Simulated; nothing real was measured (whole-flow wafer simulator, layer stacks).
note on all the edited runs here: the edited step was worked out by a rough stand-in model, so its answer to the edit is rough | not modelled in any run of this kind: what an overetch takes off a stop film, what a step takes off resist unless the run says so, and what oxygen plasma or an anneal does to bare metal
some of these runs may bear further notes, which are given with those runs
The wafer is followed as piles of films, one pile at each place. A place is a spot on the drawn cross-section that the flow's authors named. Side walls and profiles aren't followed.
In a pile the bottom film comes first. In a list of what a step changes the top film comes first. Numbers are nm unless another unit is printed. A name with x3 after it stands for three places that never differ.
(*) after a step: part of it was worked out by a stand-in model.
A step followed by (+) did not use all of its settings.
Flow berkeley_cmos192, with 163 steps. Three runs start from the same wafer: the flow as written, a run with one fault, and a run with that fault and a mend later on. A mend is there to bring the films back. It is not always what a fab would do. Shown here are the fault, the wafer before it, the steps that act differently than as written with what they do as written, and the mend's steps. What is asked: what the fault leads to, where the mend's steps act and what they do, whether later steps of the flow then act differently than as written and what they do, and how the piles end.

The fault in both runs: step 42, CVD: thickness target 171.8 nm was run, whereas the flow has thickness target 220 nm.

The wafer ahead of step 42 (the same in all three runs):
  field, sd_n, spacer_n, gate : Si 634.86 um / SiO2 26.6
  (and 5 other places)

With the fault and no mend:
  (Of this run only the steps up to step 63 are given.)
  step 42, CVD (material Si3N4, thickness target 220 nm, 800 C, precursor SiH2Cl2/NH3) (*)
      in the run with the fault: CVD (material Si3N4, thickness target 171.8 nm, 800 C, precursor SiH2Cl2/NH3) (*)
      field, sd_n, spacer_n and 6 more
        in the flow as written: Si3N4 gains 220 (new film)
        in the run with the fault: Si3N4 gains 171.8 (new film)
  Later steps of the flow acting differently than as written (2 more steps, not shown, differ only slightly: by at most 2% or 0.5 nm, whichever is larger):
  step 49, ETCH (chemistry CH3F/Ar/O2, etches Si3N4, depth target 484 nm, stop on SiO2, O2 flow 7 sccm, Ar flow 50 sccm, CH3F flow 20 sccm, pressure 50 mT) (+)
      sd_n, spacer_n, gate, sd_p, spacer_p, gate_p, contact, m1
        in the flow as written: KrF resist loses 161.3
        in the run with the fault: KrF resist loses 129.2
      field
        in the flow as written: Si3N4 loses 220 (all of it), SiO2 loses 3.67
        in the run with the fault: Si3N4 loses 171.8 (all of it), SiO2 loses 3.67
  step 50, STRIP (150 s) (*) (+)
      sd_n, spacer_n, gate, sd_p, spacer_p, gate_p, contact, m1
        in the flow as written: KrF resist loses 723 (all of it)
        in the run with the fault: KrF resist loses 755.2 (all of it)
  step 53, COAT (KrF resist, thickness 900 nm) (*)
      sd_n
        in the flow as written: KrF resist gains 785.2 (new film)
        in the run with the fault: KrF resist gains 809.7 (new film)
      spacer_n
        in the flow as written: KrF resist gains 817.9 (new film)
        in the run with the fault: KrF resist gains 834.9 (new film)
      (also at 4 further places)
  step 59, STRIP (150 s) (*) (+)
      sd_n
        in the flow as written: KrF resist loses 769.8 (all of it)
        in the run with the fault: KrF resist loses 794.3 (all of it)
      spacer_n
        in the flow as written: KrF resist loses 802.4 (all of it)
        in the run with the fault: KrF resist loses 819.4 (all of it)
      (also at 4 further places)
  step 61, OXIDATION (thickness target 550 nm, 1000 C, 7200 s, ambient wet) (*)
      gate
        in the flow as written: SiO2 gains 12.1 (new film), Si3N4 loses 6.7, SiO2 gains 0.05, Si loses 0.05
        in the run with the fault: SiO2 gains 12.1 (new film), Si3N4 loses 6.7
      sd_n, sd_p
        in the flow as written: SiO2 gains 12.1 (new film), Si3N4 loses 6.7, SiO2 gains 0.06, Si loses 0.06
        in the run with the fault: SiO2 gains 12.1 (new film), Si3N4 loses 6.7, SiO2 gains 0.73, Si loses 0.34
  After step 63, at sd_n, spacer_n, gate, sd_p, spacer_p, gate_p, contact, m1, the piles differ from the flow's by more than 2% or 0.5 nm, whichever is larger.
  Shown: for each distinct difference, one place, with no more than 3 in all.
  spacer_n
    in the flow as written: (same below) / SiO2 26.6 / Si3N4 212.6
    in the run with the fault: (same below) / SiO2 26.6 / Si3N4 164.4
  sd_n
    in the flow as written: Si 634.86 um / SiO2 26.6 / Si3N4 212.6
    in the run with the fault: Si 634.86 um / SiO2 27.3 / Si3N4 164.4
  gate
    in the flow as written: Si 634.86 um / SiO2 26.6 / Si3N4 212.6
    in the run with the fault: Si 634.86 um / SiO2 26.6 / Si3N4 164.4

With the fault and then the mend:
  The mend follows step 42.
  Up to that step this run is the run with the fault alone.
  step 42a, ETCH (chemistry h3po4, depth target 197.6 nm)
      field, sd_n, spacer_n and 6 more
        Si3N4 loses 171.8 (all of it)
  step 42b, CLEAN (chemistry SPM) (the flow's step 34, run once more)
      alters no film at any place that is followed
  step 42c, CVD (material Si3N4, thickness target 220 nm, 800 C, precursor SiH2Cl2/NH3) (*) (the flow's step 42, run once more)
      field, sd_n, spacer_n and 6 more
        Si3N4 gains 220 (new film)
  Later steps of the flow that are run all act as written at every place that is followed.
  By the end, the piles equal the flow's at every place that both follow.
